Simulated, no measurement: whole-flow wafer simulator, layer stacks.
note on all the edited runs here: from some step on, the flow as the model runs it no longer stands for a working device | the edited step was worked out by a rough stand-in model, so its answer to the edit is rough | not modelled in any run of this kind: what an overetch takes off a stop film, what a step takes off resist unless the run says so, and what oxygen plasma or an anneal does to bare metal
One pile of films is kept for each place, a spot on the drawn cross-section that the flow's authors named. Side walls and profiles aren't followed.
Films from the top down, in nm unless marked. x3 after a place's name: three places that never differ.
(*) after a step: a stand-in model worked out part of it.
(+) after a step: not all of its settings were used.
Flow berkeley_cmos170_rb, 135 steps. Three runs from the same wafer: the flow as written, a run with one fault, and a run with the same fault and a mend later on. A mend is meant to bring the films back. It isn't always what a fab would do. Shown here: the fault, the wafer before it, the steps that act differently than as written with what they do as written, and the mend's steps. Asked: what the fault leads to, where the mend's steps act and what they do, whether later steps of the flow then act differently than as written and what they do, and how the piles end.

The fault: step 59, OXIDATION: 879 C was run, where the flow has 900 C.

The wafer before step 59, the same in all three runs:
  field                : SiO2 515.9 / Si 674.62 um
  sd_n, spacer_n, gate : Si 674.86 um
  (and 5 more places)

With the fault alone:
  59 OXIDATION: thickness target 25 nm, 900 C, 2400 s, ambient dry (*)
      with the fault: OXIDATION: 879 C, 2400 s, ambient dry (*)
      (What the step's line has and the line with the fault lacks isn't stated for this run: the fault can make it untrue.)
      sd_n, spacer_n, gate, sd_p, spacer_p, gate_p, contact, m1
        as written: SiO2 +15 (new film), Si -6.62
        with the fault: SiO2 +12.2 (new film), Si -5.36
  Later steps of the flow that act differently than as written (30 more steps differ only slightly, by at most 2% or 0.5 nm, whichever is larger, and aren't shown):
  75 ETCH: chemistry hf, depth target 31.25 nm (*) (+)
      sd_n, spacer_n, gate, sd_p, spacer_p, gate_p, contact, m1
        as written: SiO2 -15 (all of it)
        with the fault: SiO2 -12.2 (all of it)
  At the end the piles differ from the flow's only slightly at the places that both follow, by at most 2% or 0.5 nm, whichever is larger.

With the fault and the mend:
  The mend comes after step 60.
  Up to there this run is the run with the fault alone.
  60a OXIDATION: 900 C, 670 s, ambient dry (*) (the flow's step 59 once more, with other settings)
      sd_n, spacer_n, gate, sd_p, spacer_p, gate_p, contact, m1
        SiO2 +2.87, Si -1.26
      field
        SiO2 +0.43, Si -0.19
  No later step of the flow acts differently than as written, at any place that is followed, by more than 2% or 0.5 nm, whichever is larger.
  At the end the piles differ from the flow's only slightly at the places that both follow, by at most 2% or 0.5 nm, whichever is larger.
